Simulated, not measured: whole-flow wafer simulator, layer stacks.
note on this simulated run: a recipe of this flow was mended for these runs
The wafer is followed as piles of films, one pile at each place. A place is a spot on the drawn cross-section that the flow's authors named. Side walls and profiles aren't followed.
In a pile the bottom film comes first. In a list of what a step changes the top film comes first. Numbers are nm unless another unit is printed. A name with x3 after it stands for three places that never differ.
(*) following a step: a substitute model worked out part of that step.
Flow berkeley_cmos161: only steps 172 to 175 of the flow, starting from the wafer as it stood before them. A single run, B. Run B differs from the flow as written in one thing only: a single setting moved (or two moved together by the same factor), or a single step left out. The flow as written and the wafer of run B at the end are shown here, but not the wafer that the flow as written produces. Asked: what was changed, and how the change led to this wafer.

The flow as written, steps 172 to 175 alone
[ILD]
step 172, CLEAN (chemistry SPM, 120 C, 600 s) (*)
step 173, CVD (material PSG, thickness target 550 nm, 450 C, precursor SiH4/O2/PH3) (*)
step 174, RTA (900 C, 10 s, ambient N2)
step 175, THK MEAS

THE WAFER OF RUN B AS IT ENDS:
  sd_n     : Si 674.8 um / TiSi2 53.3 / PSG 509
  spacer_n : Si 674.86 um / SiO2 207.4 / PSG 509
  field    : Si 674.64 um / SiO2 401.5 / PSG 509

Cause: step 173, CVD: thickness target 509 nm was run, while the flow as written has thickness target 550 nm.
The wafer lets one read it off: sd_n has PSG 509, and step 173 as written asks for 550 nm.

Step by step, how the change led to this:
  step 173, CVD (material PSG, thickness target 550 nm, 450 C, precursor SiH4/O2/PH3) (*)
      field, sd_n, spacer_n, gate_n, spacer_p, gate_p, contact x2: +509 PSG (new film) (as written it would have been: +550 PSG (new film))
      sd_p: +483.9 PSG (new film) (as written it would have been: +522.4 PSG (new film))
